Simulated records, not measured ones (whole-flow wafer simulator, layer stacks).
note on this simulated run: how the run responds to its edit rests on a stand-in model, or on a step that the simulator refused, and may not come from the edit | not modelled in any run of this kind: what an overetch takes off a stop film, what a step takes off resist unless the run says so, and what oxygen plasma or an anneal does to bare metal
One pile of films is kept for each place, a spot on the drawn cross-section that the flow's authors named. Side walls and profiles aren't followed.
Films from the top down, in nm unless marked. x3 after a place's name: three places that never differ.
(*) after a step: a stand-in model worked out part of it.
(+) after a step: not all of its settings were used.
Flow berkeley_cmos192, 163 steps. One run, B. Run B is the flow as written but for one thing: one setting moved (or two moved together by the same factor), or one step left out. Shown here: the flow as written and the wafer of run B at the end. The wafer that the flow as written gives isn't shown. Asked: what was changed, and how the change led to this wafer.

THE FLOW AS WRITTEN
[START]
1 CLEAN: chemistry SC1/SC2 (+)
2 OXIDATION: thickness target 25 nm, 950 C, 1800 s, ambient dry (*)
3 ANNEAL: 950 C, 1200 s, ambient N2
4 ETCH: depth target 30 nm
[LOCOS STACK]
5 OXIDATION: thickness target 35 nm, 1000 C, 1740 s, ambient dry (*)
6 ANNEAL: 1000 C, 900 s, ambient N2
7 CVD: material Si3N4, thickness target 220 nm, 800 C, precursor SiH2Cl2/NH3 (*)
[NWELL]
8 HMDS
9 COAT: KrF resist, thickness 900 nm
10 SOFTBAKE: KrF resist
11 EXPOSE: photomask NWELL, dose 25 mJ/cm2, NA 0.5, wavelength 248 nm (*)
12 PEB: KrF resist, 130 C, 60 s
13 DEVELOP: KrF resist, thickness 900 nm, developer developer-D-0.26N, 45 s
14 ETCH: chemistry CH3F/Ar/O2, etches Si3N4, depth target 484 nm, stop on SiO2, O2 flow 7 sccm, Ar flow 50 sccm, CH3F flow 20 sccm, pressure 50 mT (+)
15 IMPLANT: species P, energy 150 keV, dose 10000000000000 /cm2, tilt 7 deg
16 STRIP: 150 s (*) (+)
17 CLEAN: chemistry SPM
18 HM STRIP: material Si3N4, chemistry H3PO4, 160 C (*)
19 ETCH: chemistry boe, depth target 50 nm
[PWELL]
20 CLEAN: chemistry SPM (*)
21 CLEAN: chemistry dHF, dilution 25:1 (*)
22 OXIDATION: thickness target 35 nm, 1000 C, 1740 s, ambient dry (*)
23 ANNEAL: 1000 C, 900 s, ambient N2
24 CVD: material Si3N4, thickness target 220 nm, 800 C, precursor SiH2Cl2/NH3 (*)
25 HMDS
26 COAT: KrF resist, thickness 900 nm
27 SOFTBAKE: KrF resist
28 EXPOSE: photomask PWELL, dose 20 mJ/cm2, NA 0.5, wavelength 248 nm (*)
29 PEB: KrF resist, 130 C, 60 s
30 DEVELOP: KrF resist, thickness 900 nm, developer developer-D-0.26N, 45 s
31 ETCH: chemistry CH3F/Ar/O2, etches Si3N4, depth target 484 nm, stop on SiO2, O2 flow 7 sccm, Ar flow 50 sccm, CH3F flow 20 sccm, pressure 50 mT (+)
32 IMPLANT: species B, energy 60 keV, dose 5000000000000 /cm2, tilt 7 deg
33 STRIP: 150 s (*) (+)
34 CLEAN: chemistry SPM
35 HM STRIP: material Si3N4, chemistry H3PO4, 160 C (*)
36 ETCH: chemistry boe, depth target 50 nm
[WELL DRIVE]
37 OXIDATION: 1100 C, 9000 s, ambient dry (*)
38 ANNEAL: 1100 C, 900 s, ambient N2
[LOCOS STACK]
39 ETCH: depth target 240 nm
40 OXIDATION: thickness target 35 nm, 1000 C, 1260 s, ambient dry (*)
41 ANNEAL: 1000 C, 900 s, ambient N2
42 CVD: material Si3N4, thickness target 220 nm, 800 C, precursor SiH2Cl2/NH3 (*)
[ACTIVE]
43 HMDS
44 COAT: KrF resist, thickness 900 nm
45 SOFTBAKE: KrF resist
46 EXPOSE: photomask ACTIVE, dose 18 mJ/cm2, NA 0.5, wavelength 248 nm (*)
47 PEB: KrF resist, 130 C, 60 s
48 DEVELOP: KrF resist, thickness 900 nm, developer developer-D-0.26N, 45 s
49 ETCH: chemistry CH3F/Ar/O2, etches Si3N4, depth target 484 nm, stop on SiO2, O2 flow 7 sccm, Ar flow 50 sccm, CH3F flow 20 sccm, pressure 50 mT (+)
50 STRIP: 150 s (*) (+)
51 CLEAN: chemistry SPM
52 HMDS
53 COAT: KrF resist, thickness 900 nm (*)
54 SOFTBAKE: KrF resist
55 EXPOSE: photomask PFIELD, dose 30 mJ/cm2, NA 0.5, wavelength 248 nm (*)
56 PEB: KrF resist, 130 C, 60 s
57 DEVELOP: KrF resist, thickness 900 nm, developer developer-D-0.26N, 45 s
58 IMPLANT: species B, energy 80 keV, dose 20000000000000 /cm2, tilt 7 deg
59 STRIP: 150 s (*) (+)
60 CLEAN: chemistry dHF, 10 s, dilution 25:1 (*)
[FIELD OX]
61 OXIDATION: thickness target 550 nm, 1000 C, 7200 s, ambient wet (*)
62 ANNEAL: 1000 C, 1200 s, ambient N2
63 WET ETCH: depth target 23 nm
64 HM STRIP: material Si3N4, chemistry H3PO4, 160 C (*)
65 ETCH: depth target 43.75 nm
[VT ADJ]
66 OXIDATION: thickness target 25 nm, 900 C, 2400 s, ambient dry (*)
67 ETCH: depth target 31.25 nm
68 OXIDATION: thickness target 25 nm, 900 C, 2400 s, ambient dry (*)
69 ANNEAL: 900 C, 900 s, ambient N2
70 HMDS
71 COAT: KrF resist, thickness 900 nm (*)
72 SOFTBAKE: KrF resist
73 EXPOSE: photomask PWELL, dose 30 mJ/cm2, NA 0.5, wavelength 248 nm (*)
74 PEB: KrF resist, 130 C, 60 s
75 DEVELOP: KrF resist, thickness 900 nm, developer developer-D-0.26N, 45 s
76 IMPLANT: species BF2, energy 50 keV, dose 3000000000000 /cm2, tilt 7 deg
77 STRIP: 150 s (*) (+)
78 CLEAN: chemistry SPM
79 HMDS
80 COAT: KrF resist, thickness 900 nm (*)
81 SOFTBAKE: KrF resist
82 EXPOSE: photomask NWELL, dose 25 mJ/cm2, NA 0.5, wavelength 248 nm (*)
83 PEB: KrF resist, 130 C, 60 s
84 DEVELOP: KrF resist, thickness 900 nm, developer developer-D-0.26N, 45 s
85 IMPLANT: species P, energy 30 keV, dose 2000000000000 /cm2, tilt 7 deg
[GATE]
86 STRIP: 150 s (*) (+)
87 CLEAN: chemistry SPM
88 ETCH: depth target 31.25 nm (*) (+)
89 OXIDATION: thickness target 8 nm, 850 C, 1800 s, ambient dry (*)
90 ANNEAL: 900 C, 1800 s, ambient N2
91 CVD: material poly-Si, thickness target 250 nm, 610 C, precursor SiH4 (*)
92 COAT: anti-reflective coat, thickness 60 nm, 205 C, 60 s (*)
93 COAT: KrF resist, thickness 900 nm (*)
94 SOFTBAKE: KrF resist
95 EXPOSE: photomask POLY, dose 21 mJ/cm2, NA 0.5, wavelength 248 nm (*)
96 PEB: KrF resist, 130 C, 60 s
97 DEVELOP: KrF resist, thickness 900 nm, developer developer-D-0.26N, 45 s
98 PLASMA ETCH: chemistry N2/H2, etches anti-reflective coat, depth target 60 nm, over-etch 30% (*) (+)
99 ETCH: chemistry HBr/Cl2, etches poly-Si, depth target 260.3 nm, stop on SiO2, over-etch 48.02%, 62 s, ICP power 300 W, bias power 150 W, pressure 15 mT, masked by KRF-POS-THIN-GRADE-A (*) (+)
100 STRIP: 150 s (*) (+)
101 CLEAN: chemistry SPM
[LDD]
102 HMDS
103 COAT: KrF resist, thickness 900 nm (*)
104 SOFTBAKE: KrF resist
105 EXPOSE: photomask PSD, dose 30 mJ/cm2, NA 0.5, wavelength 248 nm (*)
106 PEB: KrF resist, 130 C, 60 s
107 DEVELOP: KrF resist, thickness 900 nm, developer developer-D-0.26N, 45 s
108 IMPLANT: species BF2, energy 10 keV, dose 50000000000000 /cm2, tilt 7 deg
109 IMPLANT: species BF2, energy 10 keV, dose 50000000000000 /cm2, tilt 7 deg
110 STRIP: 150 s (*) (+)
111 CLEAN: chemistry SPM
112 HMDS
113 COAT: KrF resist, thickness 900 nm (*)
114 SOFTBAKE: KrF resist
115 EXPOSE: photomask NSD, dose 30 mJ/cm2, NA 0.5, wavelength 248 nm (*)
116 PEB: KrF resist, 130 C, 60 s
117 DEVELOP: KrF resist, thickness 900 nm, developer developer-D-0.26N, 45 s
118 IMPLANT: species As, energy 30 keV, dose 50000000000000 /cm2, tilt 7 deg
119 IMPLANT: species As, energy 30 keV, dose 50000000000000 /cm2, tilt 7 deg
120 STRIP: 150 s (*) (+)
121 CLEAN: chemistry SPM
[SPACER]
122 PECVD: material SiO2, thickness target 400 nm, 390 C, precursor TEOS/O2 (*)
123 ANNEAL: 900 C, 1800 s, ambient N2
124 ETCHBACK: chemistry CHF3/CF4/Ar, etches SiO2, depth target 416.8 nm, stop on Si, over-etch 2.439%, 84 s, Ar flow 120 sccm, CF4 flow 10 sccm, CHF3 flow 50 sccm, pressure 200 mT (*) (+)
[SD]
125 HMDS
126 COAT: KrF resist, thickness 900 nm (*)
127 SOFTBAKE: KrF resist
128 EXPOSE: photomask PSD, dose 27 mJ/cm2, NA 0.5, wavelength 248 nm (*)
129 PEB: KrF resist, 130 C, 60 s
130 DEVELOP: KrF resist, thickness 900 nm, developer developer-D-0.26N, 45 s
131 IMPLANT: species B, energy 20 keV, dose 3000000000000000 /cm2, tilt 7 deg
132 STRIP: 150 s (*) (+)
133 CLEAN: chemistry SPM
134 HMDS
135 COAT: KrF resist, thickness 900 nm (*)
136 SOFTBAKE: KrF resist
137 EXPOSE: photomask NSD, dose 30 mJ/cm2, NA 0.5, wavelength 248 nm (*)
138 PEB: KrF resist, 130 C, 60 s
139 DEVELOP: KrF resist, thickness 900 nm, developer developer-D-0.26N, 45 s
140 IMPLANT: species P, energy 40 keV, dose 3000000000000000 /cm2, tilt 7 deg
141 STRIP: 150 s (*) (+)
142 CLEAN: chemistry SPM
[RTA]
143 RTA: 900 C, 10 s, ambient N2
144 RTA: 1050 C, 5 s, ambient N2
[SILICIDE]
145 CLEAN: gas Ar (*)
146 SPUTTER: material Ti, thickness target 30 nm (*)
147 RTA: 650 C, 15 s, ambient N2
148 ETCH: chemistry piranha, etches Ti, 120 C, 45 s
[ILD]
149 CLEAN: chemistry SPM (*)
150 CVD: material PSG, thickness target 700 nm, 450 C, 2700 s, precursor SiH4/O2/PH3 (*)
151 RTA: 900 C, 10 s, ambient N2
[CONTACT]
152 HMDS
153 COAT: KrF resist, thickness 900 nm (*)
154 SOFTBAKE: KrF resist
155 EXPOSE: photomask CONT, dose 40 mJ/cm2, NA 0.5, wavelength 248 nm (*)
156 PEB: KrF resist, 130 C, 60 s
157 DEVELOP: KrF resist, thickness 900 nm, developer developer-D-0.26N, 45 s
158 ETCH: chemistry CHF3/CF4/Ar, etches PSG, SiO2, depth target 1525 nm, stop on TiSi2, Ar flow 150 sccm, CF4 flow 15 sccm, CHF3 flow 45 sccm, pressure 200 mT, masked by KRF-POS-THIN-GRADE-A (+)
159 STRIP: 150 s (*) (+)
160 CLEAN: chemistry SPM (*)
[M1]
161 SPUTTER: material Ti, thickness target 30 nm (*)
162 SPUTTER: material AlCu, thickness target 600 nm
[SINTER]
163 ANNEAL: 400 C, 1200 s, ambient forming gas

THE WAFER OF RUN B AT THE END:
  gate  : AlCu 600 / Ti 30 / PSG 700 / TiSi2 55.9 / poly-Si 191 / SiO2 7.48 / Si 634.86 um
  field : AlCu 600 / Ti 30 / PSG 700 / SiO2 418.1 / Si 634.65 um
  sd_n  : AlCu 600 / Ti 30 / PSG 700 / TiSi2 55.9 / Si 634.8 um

The cause: step 39, ETCH: depth target 119 nm was run, where the flow has depth target 240 nm.

How the change led to this, step by step:
  39 ETCH: depth target 240 nm
      field, sd_n, spacer_n and 6 more: SiO2 -119 (as written it would be: SiO2 -197.6 (all of it))
  40 OXIDATION: thickness target 35 nm, 1000 C, 1260 s, ambient dry (*)
      field, sd_n, spacer_n and 6 more: SiO2 +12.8, Si -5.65 (as written it would be: SiO2 +26.6 (new film), Si -11.7)
  61 OXIDATION: thickness target 550 nm, 1000 C, 7200 s, ambient wet (*)
      gate_p, m1: SiO2 +12.1 (new film), Si3N4 -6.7, SiO2 +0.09 (as written it would be: SiO2 +12.1 (new film), Si3N4 -6.7)
      spacer_n: SiO2 +12.1 (new film), Si3N4 -6.7, SiO2 +0.16, Si -0.09 (as written it would be: SiO2 +12.1 (new film), Si3N4 -6.7)
      (and at 6 more places)
  65 ETCH: depth target 43.75 nm
      sd_n, spacer_n, gate, sd_p, spacer_p, gate_p, contact, m1: SiO2 -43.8 (as written it would be: SiO2 -24.6 (all of it))
  66 OXIDATION: thickness target 25 nm, 900 C, 2400 s, ambient dry (*)
      spacer_n, gate, spacer_p, gate_p, contact, m1: SiO2 +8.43, Si -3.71 (as written it would be: SiO2 +14.9 (new film), Si -6.57)
      sd_n: SiO2 +7.78, Si -3.42 (as written it would be: SiO2 +14.9 (new film), Si -6.57)
      (and at 1 more place)
  67 ETCH: depth target 31.25 nm
      sd_n, sd_p, gate_p, m1: SiO2 -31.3 (as written it would be: SiO2 -14.9 (all of it))
      spacer_n, gate, spacer_p, contact: SiO2 -31.2 (as written it would be: SiO2 -14.9 (all of it))
  68 OXIDATION: thickness target 25 nm, 900 C, 2400 s, ambient dry (*)
      gate, spacer_p, gate_p, m1: SiO2 +8.32, Si -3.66 (as written it would be: SiO2 +14.9 (new film), Si -6.57)
      spacer_n, contact: SiO2 +8.31, Si -3.66 (as written it would be: SiO2 +14.9 (new film), Si -6.57)
      (and at 2 more places)
  88 ETCH: depth target 31.25 nm (*) (+)
      sd_n, sd_p: SiO2 -31.2 (as written it would be: SiO2 -14.9 (all of it))
      spacer_n, gate, spacer_p, gate_p, m1: SiO2 -31.3 (all of it) (as written it would be: SiO2 -14.9 (all of it))
      (and at 1 more place)
  89 OXIDATION: thickness target 8 nm, 850 C, 1800 s, ambient dry (*)
      sd_n: SiO2 +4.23, Si -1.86 (as written it would be: SiO2 +7.48 (new film), Si -3.29)
      sd_p: SiO2 +4.18, Si -1.84 (as written it would be: SiO2 +7.48 (new film), Si -3.29)
  92 COAT: anti-reflective coat, thickness 60 nm, 205 C, 60 s (*)
      sd_n: anti-reflective coat +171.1 (new film) (as written it would be: anti-reflective coat +152.4 (new film))
      spacer_n: anti-reflective coat +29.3 (new film) (as written it would be: anti-reflective coat +33.8 (new film))
      (and at 6 more places)
  93 COAT: KrF resist, thickness 900 nm (*)
      spacer_n: KrF resist +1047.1 (new film) (as written it would be: KrF resist +1021.2 (new film))
      gate: KrF resist +1049.8 (new film) (as written it would be: KrF resist +1023.8 (new film))
  97 DEVELOP: KrF resist, thickness 900 nm, developer developer-D-0.26N, 45 s
      spacer_n: KrF resist -1045.4 (all of it) (as written it would be: KrF resist -1019.5 (all of it))
  98 PLASMA ETCH: chemistry N2/H2, etches anti-reflective coat, depth target 60 nm, over-etch 30% (*) (+)
      field: anti-reflective coat -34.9 (all of it), poly-Si -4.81 (as written it would be: anti-reflective coat -35.3 (all of it), poly-Si -4.18)
      sd_n: anti-reflective coat -171.1 (all of it), poly-Si -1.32 (as written it would be: anti-reflective coat -152.4 (all of it), poly-Si -1.17)
      (and at 5 more places)
  100 STRIP: 150 s (*) (+)
      gate: chemical SiO2 +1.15 (new film), KrF resist -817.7 (all of it), anti-reflective coat -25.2 (all of it), poly-Si -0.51 (as written it would be: chemical SiO2 +1.15 (new film), KrF resist -791.8 (all of it), anti-reflective coat -30 (all of it), poly-Si -0.51)
      gate_p: chemical SiO2 +1.15 (new film), KrF resist -782.1 (all of it), anti-reflective coat -29.1 (all of it), poly-Si -0.51 (as written it would be: chemical SiO2 +1.15 (new film), KrF resist -765.1 (all of it), anti-reflective coat -31 (all of it), poly-Si -0.51)
  126 COAT: KrF resist, thickness 900 nm (*)
      sd_n: KrF resist +1024 (new film) (as written it would be: KrF resist +999.7 (new film))
  132 STRIP: 150 s (*) (+)
      sd_n: chemical SiO2 +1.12 (new film), KrF resist -1008.1 (all of it), Si -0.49 (as written it would be: chemical SiO2 +1.13 (new film), KrF resist -983.9 (all of it), Si -0.5)
  ... 8 more steps ...
  162 SPUTTER: material AlCu, thickness target 600 nm
      sd_p: AlCu +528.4 (new film) (as written it would be: AlCu +551.2 (new film))
